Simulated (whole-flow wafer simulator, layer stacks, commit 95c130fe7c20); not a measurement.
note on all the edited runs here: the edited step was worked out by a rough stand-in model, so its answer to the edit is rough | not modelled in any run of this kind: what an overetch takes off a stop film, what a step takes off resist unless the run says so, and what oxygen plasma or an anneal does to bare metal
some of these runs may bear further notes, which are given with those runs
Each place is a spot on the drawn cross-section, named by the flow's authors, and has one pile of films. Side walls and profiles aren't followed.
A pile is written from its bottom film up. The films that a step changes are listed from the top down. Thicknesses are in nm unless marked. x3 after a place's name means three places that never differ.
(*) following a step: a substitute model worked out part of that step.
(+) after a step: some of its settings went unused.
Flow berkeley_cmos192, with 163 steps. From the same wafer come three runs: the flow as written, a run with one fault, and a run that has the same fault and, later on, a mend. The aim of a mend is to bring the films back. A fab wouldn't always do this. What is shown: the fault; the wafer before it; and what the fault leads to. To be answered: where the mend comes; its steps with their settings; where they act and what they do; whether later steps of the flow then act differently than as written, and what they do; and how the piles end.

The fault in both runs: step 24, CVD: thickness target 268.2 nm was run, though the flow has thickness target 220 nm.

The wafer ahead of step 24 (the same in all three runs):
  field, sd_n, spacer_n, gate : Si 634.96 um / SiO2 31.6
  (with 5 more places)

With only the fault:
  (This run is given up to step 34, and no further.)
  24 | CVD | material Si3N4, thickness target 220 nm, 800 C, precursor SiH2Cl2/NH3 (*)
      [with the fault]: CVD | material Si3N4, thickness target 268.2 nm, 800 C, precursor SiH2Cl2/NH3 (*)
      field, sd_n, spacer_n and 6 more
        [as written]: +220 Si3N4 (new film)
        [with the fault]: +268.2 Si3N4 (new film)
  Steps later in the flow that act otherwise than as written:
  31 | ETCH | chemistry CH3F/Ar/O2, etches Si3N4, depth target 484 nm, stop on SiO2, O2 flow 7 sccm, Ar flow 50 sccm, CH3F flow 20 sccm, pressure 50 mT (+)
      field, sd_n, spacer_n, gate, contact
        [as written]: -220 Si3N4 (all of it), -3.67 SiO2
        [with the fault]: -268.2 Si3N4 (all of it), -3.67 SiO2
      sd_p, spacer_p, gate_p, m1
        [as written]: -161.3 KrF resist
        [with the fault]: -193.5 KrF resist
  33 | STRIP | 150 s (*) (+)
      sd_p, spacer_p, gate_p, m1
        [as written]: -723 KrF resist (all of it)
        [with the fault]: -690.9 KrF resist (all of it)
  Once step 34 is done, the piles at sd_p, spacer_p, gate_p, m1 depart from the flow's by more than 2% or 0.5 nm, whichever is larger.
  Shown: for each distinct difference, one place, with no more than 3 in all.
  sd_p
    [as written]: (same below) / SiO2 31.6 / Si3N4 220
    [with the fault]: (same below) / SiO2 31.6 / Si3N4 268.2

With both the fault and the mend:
  After step 24 comes the mend.
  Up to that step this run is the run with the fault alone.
  24a | ETCH | chemistry h3po4, depth target 48.2 nm
      field, sd_n, spacer_n and 6 more
        -48.2 Si3N4
  Later steps of the flow that are run all act as written at every place that is followed.
  By the end, the piles equal the flow's at every place that both follow.
